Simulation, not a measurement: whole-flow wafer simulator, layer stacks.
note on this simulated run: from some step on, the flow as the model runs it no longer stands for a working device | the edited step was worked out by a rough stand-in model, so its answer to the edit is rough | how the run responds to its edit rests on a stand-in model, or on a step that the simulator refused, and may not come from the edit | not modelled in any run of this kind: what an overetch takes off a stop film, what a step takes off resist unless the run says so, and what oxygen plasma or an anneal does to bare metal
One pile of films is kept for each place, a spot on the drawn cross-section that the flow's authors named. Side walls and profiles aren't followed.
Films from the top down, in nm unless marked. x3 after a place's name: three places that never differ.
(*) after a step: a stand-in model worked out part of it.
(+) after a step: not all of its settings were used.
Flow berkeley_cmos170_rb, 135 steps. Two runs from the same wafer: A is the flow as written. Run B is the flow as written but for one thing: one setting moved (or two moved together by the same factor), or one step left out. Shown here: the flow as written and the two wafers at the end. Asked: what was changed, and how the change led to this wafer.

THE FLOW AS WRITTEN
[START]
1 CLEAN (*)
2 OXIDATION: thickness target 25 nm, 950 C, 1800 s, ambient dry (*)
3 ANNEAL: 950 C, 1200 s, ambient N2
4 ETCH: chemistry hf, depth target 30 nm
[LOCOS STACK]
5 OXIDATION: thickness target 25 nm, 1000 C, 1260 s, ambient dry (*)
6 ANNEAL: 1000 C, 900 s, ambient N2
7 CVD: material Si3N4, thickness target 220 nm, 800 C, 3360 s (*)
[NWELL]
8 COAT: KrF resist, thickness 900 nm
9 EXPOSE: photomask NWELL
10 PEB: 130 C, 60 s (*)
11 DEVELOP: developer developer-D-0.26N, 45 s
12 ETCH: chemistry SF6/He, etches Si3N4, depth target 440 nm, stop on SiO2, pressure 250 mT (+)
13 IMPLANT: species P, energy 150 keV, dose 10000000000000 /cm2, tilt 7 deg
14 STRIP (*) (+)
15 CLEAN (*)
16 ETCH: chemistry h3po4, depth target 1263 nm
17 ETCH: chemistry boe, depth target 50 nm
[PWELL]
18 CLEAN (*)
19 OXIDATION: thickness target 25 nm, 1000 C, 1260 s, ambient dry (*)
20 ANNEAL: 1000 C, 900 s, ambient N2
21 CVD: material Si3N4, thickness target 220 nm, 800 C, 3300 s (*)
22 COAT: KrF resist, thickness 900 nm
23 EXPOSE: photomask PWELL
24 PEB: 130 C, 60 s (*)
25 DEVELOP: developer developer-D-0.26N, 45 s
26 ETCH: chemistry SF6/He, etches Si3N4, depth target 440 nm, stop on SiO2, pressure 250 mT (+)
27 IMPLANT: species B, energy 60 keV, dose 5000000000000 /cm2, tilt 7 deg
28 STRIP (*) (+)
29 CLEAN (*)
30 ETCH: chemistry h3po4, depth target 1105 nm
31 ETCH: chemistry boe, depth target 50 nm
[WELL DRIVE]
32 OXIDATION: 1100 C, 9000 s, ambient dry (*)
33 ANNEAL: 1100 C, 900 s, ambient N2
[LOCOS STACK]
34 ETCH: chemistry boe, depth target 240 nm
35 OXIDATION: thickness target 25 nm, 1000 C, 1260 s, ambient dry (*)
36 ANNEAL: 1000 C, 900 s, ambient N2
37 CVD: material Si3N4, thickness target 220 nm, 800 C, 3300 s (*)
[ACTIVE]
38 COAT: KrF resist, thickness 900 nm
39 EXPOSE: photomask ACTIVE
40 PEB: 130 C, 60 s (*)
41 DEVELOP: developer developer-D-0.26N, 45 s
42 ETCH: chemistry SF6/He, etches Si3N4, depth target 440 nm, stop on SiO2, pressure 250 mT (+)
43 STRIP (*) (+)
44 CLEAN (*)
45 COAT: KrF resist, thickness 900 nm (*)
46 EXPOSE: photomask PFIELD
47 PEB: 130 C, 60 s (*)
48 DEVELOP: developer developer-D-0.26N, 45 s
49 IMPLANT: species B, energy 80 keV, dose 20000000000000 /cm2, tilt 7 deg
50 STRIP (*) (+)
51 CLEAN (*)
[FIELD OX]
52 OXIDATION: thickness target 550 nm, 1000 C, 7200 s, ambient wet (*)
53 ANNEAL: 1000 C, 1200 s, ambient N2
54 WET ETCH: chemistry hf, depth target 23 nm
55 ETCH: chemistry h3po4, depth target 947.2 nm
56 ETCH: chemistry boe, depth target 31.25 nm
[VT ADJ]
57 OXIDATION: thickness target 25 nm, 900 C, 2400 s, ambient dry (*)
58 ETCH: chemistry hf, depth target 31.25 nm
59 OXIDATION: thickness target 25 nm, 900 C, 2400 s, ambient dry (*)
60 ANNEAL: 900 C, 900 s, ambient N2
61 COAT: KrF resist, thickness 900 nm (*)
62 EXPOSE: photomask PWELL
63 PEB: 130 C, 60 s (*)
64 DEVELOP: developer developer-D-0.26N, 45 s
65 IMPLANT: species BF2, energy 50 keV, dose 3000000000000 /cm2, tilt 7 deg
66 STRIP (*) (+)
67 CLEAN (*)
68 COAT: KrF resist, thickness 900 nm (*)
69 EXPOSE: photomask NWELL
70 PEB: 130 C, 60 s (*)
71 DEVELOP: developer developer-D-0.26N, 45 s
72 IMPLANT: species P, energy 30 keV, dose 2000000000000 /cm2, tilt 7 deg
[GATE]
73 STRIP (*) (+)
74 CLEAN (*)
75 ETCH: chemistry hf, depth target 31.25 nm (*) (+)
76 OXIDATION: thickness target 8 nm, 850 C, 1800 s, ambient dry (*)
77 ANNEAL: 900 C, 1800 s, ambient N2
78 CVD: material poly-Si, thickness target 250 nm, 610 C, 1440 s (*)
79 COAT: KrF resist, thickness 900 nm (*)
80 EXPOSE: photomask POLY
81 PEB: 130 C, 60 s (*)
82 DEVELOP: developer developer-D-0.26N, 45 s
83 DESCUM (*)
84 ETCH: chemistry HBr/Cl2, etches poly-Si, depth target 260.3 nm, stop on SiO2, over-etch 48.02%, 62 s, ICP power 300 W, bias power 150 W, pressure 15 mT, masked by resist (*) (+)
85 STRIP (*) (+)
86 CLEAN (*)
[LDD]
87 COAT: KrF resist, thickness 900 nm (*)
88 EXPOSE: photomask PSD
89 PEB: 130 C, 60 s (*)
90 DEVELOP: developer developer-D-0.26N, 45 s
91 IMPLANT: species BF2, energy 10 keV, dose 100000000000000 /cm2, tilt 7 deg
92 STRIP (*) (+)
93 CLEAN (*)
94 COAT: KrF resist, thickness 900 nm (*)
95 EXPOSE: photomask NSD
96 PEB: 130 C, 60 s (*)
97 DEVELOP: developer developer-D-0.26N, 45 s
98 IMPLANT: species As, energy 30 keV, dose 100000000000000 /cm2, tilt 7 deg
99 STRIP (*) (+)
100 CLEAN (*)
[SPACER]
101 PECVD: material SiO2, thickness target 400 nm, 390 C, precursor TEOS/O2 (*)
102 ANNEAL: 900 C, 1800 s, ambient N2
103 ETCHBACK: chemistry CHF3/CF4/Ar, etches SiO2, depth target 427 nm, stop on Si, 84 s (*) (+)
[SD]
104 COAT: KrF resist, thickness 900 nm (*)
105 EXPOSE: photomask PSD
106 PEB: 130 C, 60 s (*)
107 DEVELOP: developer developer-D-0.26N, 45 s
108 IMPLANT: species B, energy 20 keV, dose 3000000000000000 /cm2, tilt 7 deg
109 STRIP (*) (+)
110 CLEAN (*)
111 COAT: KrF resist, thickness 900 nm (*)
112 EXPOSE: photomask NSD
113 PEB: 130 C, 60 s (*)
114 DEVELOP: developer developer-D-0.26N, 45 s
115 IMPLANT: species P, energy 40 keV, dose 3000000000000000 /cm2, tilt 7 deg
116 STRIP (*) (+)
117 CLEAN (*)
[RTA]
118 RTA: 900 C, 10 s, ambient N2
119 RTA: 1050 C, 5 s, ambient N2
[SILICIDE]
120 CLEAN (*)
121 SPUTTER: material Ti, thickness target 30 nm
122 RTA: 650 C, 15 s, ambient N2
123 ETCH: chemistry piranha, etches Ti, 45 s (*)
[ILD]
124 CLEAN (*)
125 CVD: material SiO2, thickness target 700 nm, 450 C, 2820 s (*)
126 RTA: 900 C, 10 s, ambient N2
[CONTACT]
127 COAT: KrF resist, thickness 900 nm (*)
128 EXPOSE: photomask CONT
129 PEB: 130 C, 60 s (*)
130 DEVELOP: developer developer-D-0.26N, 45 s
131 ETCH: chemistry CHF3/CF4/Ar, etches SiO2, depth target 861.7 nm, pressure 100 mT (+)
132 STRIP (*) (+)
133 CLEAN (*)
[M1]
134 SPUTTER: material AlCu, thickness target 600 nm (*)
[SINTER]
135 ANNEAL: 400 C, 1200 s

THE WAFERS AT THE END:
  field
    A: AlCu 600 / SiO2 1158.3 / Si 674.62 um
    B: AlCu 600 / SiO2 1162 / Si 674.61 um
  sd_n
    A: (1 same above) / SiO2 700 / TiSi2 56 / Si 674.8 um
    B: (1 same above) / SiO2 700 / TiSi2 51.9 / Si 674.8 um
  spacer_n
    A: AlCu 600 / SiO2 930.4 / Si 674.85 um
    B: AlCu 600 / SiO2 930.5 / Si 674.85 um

The cause: step 35, OXIDATION: 1043 C was run, where the flow has 1000 C.

How the change led to this, step by step:
  35 OXIDATION: thickness target 25 nm, 1000 C, 1260 s, ambient dry (*)
      field, sd_n, spacer_n and 6 more: A SiO2 +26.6 (new film), Si -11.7 | B SiO2 +38.4 (new film), Si -16.9
  52 OXIDATION: thickness target 550 nm, 1000 C, 7200 s, ambient wet (*)
      gate: A SiO2 +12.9 (new film), Si3N4 -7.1, SiO2 +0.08, Si -0.08 | B SiO2 +12.9 (new film), Si3N4 -7.1
      sd_n: A SiO2 +12.9 (new film), Si3N4 -7.1, SiO2 +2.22, Si -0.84 | B SiO2 +12.9 (new film), Si3N4 -7.1, SiO2 +7.79, Si -3.2
      (and at 2 more places)
  56 ETCH: chemistry boe, depth target 31.25 nm
      spacer_n, gate, spacer_p, gate_p, contact: A SiO2 -26.6 (all of it) | B SiO2 -31.3
      sd_n: A SiO2 -28.8 (all of it) | B SiO2 -31.2
      (and at 2 more places)
  57 OXIDATION: thickness target 25 nm, 900 C, 2400 s, ambient dry (*)
      spacer_n, gate, spacer_p, gate_p, contact: A SiO2 +15 (new film), Si -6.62 | B SiO2 +12.7, Si -5.57
      sd_n: A SiO2 +15 (new film), Si -6.62 | B SiO2 +11.1, Si -4.88
      (and at 2 more places)
  58 ETCH: chemistry hf, depth target 31.25 nm
      spacer_n, gate, spacer_p, gate_p, contact: A SiO2 -15 (all of it) | B SiO2 -19.8 (all of it)
      sd_n: A SiO2 -15 (all of it) | B SiO2 -26 (all of it)
      (and at 2 more places)
  121 SPUTTER: material Ti, thickness target 30 nm
      sd_n: A Ti +30 (new film) | B Ti +27.8 (new film)
  122 RTA: 650 C, 15 s, ambient N2
      sd_n: A Ti -23.4, TiSi first +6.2 (new film), TiSi2 C49 +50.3 (new film), Si -49 | B Ti -21.7, TiSi first +1.88 (new film), TiSi2 C49 +52.3 (new film), Si -47.9
  126 RTA: 900 C, 10 s, ambient N2
      sd_n: A under 1 film: TiSi2 +56 (new film), TiSi first -6.2 (all of it), TiSi2 C49 -50.3 (all of it), Si -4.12 | B under 1 film: TiSi2 +51.9 (new film), TiSi first -1.88 (all of it), TiSi2 C49 -52.3 (all of it), Si -1.25
